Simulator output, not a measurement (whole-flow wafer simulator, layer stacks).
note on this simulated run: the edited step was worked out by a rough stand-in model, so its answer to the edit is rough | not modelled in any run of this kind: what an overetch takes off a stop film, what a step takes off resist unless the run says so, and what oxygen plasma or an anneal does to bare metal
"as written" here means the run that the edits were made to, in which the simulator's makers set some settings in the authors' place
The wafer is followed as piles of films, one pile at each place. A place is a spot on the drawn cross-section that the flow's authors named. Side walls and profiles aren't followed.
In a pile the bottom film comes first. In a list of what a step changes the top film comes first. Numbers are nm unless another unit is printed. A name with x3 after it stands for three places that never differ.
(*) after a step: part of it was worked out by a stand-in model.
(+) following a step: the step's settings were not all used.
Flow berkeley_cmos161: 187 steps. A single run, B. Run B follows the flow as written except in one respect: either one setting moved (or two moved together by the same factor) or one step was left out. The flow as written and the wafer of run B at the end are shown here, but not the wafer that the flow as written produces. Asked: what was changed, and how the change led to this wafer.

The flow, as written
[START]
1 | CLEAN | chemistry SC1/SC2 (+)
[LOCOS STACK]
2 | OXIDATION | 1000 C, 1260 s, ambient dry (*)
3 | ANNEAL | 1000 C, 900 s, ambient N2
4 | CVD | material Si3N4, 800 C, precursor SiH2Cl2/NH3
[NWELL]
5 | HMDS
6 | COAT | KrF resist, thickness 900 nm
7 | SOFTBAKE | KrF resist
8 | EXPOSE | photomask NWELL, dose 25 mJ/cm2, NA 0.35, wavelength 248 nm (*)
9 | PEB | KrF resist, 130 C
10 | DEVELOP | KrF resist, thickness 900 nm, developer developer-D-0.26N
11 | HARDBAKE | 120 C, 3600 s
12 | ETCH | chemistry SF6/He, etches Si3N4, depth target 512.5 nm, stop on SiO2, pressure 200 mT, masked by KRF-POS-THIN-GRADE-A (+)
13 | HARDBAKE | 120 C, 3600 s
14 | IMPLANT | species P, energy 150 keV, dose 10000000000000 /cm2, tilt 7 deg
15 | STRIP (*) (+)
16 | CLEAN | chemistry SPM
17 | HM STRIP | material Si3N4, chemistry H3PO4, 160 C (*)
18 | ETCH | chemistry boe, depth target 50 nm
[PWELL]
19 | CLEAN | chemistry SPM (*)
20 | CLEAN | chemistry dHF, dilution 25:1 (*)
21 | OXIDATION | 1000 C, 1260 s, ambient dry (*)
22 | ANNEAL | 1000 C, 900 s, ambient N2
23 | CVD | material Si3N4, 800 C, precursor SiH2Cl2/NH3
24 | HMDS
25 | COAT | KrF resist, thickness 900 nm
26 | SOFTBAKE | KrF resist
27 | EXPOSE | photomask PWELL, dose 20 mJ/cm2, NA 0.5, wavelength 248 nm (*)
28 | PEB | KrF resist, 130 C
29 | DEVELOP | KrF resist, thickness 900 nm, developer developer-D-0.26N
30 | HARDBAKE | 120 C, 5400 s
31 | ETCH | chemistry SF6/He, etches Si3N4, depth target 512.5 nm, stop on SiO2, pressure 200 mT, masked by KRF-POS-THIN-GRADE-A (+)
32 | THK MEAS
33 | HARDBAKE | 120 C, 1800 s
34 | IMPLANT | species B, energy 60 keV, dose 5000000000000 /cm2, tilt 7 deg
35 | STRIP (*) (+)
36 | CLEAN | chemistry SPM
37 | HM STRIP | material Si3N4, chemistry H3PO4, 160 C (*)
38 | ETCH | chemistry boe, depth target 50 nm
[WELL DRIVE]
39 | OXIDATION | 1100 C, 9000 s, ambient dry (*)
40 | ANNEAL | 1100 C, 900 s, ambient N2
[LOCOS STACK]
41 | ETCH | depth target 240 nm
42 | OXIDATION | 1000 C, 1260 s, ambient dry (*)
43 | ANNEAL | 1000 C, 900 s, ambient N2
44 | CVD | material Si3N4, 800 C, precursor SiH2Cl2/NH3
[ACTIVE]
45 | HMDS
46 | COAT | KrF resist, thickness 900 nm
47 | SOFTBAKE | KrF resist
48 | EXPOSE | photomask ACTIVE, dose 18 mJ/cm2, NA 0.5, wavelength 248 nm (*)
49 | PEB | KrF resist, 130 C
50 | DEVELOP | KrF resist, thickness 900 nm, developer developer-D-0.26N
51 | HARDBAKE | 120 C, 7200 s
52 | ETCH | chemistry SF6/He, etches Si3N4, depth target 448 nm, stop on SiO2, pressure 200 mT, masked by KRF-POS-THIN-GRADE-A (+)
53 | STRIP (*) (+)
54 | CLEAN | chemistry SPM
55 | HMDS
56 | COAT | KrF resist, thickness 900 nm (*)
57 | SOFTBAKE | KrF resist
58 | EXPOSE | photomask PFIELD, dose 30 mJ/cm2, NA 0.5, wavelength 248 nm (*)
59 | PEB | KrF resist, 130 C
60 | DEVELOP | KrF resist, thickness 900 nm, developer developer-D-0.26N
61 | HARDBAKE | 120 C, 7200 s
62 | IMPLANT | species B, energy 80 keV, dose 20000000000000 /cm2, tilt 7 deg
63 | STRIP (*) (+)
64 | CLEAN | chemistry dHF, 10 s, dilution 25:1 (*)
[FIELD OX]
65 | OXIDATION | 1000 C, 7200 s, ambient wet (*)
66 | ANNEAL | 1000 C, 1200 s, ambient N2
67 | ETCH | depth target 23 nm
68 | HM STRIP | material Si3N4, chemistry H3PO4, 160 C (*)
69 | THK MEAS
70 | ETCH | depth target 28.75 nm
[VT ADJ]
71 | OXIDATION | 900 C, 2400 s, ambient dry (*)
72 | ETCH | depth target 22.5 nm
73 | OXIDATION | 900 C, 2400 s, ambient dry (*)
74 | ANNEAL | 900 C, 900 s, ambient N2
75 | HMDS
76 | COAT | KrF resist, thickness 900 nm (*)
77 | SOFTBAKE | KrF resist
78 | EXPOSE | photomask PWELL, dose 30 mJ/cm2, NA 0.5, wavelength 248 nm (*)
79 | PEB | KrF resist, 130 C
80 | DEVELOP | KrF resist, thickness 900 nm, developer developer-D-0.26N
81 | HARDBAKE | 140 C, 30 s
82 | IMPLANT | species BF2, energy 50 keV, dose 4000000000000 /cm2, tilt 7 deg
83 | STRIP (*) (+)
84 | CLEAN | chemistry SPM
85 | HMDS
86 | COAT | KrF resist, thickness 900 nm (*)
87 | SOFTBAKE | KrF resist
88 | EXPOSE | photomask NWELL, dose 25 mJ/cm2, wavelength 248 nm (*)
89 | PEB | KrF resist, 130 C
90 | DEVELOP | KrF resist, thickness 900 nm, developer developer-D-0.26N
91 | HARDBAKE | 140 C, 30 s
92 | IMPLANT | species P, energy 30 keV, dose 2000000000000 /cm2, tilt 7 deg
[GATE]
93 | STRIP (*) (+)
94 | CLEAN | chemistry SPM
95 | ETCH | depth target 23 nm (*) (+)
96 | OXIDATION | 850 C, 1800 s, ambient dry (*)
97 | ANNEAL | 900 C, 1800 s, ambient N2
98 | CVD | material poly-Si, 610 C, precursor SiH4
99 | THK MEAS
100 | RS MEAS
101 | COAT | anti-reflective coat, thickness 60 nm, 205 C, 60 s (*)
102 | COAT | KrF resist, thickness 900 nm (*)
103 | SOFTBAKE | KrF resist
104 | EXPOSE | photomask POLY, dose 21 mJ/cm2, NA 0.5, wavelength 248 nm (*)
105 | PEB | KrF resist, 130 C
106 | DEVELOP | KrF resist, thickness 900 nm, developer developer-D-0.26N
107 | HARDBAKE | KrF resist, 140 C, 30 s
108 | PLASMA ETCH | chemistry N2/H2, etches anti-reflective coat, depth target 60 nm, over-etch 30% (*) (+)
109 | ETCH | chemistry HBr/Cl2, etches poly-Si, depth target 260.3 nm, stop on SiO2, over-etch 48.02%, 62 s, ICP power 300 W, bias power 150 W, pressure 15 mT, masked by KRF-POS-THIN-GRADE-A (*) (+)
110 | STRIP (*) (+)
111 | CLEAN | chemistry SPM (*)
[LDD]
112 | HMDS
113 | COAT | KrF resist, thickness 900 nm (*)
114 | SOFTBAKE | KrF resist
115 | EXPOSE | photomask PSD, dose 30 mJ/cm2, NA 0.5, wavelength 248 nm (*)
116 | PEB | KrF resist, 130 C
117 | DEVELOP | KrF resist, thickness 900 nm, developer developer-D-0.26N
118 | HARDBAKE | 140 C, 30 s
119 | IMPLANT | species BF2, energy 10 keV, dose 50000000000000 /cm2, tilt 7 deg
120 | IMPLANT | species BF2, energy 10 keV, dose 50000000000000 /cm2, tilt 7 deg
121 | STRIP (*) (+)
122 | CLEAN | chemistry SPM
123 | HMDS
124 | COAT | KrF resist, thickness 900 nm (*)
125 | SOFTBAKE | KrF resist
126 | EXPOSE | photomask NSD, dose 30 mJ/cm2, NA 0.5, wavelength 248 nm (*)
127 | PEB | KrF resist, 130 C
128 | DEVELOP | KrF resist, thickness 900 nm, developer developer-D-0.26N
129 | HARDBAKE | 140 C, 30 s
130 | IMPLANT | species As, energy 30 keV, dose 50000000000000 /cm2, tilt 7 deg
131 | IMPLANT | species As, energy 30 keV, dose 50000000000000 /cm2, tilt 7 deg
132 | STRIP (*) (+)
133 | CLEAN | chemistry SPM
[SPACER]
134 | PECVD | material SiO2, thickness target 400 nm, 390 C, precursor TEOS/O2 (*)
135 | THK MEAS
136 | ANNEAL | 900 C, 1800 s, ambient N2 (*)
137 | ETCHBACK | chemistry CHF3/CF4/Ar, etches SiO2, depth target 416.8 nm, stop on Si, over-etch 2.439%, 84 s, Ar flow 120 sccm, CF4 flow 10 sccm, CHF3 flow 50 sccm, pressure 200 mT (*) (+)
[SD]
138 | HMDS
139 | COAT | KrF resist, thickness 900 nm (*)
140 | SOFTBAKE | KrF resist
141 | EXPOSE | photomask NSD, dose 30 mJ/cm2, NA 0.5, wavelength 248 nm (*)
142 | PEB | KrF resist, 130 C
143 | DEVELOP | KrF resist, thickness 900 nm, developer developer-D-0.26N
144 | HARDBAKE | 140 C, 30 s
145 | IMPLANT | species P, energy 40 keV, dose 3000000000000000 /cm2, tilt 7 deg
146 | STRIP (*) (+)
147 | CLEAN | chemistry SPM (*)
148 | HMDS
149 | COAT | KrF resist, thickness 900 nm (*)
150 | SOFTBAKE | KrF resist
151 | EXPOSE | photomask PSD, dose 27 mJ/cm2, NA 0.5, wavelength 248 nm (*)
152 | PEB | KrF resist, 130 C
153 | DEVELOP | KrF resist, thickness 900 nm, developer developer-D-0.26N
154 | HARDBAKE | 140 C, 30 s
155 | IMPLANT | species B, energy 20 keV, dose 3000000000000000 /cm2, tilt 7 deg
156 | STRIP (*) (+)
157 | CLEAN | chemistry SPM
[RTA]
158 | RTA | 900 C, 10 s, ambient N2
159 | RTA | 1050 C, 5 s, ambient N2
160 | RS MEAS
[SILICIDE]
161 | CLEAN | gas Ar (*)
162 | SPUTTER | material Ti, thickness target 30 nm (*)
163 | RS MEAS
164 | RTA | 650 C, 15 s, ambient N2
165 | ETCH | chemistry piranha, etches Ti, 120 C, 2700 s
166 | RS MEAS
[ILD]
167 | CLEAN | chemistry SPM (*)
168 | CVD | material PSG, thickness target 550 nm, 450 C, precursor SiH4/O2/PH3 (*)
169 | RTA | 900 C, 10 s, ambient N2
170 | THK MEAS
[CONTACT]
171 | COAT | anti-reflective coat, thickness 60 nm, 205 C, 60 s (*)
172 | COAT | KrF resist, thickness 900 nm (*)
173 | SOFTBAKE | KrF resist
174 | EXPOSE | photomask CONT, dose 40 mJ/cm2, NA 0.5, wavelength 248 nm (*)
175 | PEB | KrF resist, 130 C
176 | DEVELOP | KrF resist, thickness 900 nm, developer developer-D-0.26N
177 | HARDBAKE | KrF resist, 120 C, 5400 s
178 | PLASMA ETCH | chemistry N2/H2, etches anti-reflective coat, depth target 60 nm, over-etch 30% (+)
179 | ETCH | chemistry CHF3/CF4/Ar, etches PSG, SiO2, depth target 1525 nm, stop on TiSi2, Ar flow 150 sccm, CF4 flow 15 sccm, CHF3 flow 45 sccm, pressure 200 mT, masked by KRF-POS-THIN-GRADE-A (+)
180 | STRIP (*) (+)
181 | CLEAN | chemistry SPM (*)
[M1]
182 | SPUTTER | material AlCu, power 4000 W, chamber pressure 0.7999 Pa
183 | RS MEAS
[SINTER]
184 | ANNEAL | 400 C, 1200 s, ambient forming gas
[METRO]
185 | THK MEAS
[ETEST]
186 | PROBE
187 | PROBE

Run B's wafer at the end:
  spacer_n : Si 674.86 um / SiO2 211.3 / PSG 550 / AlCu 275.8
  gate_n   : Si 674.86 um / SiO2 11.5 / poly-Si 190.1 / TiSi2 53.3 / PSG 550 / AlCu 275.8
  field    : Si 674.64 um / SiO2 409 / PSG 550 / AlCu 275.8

The reason: step 96, OXIDATION: 892 C was run, while the flow as written has 850 C.

Step by step, how the change led to this:
  96 | OXIDATION | 850 C, 1800 s, ambient dry (*)
      sd_n, spacer_n, gate_n, sd_p, spacer_p, gate_p, contact, m1: +11.5 SiO2 (new film), -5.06 Si (as written it would have been: +7.48 SiO2 (new film), -3.29 Si)
      field: +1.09 SiO2, -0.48 Si (as written it would have been: +0.49 SiO2, -0.22 Si)
